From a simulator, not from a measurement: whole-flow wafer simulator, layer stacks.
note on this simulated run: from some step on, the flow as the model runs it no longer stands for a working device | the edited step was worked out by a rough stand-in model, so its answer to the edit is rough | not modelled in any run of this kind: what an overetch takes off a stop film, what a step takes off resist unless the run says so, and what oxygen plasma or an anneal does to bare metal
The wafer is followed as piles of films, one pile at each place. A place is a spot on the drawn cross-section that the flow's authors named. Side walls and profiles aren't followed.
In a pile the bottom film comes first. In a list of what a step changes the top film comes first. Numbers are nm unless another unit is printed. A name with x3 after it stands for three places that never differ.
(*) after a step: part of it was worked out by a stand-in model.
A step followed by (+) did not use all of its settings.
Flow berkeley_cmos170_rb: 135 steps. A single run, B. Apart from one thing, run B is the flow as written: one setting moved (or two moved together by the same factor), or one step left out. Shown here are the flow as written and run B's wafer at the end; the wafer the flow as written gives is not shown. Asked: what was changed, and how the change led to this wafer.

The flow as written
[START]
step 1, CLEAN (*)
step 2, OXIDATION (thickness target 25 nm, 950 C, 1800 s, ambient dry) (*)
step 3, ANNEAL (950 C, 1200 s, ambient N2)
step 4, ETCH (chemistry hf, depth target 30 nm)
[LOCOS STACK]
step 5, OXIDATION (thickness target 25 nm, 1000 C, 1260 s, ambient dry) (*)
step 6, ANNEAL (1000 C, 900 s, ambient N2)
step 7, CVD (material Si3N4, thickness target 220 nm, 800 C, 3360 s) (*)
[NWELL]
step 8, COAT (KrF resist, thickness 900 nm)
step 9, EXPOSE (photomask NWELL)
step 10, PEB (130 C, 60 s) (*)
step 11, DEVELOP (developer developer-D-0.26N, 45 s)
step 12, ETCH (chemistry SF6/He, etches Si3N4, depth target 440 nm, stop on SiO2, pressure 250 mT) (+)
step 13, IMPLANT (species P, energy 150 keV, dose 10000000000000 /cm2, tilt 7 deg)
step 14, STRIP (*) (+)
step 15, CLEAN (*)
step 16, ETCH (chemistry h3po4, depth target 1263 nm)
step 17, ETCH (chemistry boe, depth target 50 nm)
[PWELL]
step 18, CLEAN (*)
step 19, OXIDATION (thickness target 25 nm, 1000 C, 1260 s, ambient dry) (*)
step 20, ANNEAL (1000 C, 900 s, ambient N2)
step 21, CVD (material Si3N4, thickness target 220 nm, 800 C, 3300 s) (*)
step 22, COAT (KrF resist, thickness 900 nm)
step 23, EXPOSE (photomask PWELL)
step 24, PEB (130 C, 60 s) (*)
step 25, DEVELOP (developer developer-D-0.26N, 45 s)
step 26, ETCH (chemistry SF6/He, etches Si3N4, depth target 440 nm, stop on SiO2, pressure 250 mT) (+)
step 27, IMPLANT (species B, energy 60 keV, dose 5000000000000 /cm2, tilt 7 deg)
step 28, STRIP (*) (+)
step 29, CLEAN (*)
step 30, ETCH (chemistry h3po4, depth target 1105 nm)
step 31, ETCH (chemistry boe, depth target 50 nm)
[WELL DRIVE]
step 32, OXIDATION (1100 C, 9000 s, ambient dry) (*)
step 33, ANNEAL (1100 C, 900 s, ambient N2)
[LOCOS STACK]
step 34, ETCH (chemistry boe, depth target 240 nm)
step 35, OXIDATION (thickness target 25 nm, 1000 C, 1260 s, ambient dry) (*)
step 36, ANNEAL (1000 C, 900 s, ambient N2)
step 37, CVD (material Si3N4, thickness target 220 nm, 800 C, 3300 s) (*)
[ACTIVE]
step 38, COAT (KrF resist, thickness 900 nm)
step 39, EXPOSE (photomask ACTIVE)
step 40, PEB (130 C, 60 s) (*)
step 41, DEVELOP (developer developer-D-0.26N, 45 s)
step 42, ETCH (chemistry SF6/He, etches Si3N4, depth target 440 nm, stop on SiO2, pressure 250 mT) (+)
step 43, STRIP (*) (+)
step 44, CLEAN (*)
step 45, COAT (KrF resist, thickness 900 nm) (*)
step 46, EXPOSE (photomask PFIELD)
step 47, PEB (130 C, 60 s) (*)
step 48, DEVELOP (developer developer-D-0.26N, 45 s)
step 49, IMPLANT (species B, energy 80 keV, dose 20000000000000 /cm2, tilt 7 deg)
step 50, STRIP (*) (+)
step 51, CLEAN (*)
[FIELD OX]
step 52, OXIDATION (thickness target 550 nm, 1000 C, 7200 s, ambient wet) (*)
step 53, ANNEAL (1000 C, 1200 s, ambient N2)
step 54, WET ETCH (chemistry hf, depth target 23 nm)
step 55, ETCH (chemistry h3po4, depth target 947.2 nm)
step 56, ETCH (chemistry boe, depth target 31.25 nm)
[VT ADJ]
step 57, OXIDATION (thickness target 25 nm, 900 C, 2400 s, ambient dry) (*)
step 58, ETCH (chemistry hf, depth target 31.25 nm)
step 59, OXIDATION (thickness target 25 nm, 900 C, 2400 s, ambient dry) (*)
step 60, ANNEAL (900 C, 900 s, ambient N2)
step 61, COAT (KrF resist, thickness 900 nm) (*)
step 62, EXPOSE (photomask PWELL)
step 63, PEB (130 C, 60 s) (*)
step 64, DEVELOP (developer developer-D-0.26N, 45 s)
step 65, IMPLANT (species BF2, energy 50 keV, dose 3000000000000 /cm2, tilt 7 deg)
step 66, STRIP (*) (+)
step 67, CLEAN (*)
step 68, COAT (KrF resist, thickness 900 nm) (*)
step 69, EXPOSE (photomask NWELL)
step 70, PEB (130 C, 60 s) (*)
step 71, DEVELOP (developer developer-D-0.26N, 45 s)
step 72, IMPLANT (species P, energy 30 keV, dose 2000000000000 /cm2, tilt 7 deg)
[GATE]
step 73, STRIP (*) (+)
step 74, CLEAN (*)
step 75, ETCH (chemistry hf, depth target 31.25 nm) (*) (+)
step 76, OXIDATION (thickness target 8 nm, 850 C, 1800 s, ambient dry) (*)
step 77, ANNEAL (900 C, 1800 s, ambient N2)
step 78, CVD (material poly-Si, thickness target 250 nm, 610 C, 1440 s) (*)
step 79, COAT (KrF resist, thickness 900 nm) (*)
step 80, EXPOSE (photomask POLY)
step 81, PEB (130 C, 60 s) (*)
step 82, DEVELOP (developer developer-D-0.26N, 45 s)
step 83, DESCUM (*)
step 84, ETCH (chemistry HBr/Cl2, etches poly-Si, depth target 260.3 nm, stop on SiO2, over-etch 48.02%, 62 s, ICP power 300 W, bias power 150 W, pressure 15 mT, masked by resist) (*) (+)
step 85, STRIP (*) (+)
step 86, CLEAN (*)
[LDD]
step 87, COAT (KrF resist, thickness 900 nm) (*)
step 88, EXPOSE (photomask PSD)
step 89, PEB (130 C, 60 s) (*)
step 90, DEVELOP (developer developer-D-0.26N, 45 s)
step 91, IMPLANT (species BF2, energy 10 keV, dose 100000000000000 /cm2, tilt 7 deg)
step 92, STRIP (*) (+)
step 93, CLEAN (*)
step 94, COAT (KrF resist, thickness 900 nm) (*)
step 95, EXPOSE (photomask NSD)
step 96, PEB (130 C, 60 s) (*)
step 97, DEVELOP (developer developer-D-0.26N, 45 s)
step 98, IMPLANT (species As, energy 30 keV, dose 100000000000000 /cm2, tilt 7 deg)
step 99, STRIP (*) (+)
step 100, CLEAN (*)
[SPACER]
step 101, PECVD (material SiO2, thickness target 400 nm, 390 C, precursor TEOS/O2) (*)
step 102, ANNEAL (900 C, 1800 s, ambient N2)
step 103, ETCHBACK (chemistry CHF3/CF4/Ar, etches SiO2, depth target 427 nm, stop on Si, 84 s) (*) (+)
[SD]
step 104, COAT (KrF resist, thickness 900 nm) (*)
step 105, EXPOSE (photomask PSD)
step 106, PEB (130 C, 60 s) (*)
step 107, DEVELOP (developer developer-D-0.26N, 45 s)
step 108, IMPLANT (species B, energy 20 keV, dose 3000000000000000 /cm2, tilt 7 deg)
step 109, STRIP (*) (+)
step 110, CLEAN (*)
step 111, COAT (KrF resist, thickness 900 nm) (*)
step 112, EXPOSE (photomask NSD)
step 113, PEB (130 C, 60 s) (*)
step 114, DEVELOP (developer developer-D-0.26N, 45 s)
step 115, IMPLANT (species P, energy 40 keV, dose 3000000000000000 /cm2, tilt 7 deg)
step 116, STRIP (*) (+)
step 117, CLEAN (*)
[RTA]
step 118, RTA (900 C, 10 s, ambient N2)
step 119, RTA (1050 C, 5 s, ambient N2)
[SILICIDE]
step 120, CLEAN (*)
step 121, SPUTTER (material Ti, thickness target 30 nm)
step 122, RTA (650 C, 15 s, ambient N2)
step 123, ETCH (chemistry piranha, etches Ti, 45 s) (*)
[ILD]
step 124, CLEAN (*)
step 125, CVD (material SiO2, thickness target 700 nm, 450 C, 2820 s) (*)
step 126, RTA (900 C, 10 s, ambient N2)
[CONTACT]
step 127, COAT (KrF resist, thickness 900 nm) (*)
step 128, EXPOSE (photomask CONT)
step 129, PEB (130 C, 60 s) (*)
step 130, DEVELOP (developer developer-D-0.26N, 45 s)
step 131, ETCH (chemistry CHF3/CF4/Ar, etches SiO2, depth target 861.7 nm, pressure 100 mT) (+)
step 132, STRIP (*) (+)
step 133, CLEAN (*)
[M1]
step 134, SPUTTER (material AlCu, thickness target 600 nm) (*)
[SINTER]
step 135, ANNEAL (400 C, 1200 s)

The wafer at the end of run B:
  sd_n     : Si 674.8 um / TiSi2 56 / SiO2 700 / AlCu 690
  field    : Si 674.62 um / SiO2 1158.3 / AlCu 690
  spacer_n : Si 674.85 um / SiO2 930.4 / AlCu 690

Cause: step 134, SPUTTER: thickness target 690 nm was run, though the flow has thickness target 600 nm.
The wafer lets one read it off: sd_n has AlCu 690, and step 134 as written asks for 600 nm.

The path from the change to this, step by step:
  step 134, SPUTTER (material AlCu, thickness target 600 nm) (*)
      field, sd_n, spacer_n, gate, spacer_p, gate_p, m1: +690 AlCu (new film) (in the flow as written it would be: +600 AlCu (new film))
      sd_p: +632.3 AlCu (new film) (in the flow as written it would be: +545.9 AlCu (new film))
      (as well as at 1 more place)
